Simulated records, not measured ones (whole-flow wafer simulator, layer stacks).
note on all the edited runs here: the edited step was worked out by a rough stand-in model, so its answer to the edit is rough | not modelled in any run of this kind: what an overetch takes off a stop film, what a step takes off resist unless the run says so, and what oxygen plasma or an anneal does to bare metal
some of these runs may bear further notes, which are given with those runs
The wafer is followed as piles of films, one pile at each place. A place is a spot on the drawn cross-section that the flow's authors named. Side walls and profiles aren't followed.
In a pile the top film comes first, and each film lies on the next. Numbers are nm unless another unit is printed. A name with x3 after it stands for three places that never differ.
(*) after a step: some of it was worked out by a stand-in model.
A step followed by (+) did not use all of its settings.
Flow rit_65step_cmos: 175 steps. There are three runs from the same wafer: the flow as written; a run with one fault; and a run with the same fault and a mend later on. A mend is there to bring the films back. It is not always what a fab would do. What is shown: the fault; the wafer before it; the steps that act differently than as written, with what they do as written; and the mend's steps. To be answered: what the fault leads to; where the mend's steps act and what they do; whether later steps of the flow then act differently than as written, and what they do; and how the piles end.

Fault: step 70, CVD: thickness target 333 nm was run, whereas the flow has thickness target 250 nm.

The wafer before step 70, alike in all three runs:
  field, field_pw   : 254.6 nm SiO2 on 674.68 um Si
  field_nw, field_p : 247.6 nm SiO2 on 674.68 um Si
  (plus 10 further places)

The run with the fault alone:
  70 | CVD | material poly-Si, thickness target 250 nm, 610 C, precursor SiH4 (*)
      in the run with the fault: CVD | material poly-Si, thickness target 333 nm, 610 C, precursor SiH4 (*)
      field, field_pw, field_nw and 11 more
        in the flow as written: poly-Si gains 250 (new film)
        in the run with the fault: poly-Si gains 333 (new film)
  Steps later in the flow that act otherwise than as written (not shown: 7 more steps that differ only slightly, by at most 2% or 0.5 nm, whichever is larger):
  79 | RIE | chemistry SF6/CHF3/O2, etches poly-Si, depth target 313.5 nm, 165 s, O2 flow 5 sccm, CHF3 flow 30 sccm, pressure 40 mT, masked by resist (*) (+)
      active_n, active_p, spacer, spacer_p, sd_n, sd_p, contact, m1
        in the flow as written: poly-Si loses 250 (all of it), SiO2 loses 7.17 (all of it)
        in the run with the fault: poly-Si loses 313.5
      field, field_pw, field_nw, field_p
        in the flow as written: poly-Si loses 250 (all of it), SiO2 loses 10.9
        in the run with the fault: poly-Si loses 313.5
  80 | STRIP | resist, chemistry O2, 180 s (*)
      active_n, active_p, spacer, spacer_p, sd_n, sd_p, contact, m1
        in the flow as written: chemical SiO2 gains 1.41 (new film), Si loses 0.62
        in the run with the fault: chemical SiO2 gains 1.41 (new film), poly-Si loses 0.62
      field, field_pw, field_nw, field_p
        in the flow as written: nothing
        in the run with the fault: chemical SiO2 gains 1.41 (new film), poly-Si loses 0.62
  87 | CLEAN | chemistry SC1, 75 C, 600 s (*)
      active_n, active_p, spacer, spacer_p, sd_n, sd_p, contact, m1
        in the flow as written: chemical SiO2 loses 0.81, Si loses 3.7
        in the run with the fault: chemical SiO2 loses 0.81, poly-Si loses 3.7
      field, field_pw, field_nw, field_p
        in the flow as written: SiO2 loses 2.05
        in the run with the fault: chemical SiO2 loses 0.81, poly-Si loses 3.7
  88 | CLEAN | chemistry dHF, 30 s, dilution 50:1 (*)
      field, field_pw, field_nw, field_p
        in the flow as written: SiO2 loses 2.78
        in the run with the fault: chemical SiO2 loses 0.6 (all of it)
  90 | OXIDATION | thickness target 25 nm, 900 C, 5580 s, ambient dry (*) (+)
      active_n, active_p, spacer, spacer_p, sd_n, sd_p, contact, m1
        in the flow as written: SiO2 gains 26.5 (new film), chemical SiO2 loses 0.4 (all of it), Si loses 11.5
        in the run with the fault: SiO2 gains 28.9 (new film), chemical SiO2 loses 0.4 (all of it), poly-Si loses 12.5
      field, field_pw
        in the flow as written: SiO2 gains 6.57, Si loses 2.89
        in the run with the fault: SiO2 gains 28.9 (new film), chemical SiO2 loses 0.4 (all of it), poly-Si loses 12.5
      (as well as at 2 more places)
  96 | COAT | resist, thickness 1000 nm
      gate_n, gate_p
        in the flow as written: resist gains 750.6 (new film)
        in the run with the fault: resist gains 701.1 (new film)
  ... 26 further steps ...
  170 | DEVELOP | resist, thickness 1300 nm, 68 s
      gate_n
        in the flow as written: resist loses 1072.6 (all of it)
        in the run with the fault: resist loses 1029.7 (all of it)
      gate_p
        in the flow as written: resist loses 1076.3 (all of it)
        in the run with the fault: resist loses 1033.4 (all of it)
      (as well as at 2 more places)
  At field, field_pw, field_nw, field_p, gate_n, gate_p, spacer, spacer_p, the piles at the end differ from the flow's by more than 2% or 0.5 nm, whichever is larger.
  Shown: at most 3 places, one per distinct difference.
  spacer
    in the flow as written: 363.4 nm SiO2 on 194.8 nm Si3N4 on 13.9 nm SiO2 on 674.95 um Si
    in the run with the fault: 363.4 nm SiO2 on 249.8 nm Si3N4 on 16.3 nm SiO2 on 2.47 nm poly-Si on 7.17 nm SiO2 on 674.97 um Si
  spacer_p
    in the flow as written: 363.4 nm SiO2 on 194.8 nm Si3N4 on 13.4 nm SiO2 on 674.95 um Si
    in the run with the fault: 363.4 nm SiO2 on 249.8 nm Si3N4 on 15.7 nm SiO2 on 2.47 nm poly-Si on 7.17 nm SiO2 on 674.97 um Si
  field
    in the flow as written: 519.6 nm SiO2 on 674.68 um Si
    in the run with the fault: 558.9 nm SiO2 on 674.68 um Si

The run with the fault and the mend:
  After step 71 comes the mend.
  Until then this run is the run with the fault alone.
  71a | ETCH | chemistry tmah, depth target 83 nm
      field, field_pw, field_nw and 11 more
        poly-Si loses 83
  Later steps of the flow that are run all act as written at every place that is followed.
  By the end, the piles equal the flow's at every place that both follow.
